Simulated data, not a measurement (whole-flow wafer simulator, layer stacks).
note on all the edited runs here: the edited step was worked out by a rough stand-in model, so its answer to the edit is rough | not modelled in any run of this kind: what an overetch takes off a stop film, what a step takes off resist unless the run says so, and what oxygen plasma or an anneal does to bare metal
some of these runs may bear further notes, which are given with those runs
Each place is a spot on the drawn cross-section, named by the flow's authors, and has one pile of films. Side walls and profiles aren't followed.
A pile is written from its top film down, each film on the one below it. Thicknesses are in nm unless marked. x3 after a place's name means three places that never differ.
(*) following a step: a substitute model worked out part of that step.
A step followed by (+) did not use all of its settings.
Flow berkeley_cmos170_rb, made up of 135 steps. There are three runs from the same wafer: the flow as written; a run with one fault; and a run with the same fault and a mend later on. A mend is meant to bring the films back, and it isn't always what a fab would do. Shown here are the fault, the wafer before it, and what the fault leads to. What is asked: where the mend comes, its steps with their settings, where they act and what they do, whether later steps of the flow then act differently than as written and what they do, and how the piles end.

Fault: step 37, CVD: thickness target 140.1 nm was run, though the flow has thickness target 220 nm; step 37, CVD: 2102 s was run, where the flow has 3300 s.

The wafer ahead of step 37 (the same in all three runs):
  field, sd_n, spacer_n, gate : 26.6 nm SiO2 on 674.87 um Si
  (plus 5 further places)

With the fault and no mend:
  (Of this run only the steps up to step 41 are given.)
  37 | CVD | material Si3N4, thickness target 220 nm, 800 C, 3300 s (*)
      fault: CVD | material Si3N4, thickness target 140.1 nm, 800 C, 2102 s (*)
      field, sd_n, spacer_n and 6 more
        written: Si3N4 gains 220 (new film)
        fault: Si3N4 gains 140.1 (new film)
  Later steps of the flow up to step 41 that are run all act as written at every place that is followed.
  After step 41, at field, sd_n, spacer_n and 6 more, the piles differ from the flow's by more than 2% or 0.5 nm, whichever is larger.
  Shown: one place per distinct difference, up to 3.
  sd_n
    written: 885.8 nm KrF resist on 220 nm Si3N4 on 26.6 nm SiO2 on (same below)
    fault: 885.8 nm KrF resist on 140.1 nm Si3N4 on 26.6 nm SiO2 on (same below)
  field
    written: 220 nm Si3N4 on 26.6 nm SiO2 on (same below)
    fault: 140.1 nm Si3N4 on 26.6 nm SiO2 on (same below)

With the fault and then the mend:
  The mend follows step 41.
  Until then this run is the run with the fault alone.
  41a | STRIP (*) (+)
      sd_n, spacer_n, gate, sd_p, spacer_p, gate_p, contact, m1
        KrF resist loses 885.8 (all of it)
  41b | CLEAN (*)
      leaves every film unchanged at each place that is followed
  41c | CVD | material Si3N4, thickness target 79.86 nm, 800 C, 1198 s (*) (a further turn of the flow's step 37, with different settings)
      field, sd_n, spacer_n and 6 more
        Si3N4 gains 79.9
  41d | COAT | KrF resist, thickness 900 nm (a further turn of the flow's step 38)
      field, sd_n, spacer_n and 6 more
        KrF resist gains 900 (new film)
  41e | EXPOSE | photomask ACTIVE (a further turn of the flow's step 39)
      leaves every film unchanged at each place that is followed
  41f | PEB | 130 C, 60 s (*) (a further turn of the flow's step 40)
      leaves every film unchanged at each place that is followed
  41g | DEVELOP | developer developer-D-0.26N, 45 s (a further turn of the flow's step 41)
      sd_n, spacer_n, gate, sd_p, spacer_p, gate_p, contact, m1
        KrF resist loses 14.2
      field
        KrF resist loses 900 (all of it)
  Later steps of the flow that are run all act as written at every place that is followed, up to a difference of at most 2% or 0.5 nm, whichever is larger.
  The piles end the same as the flow's at every place that both follow.
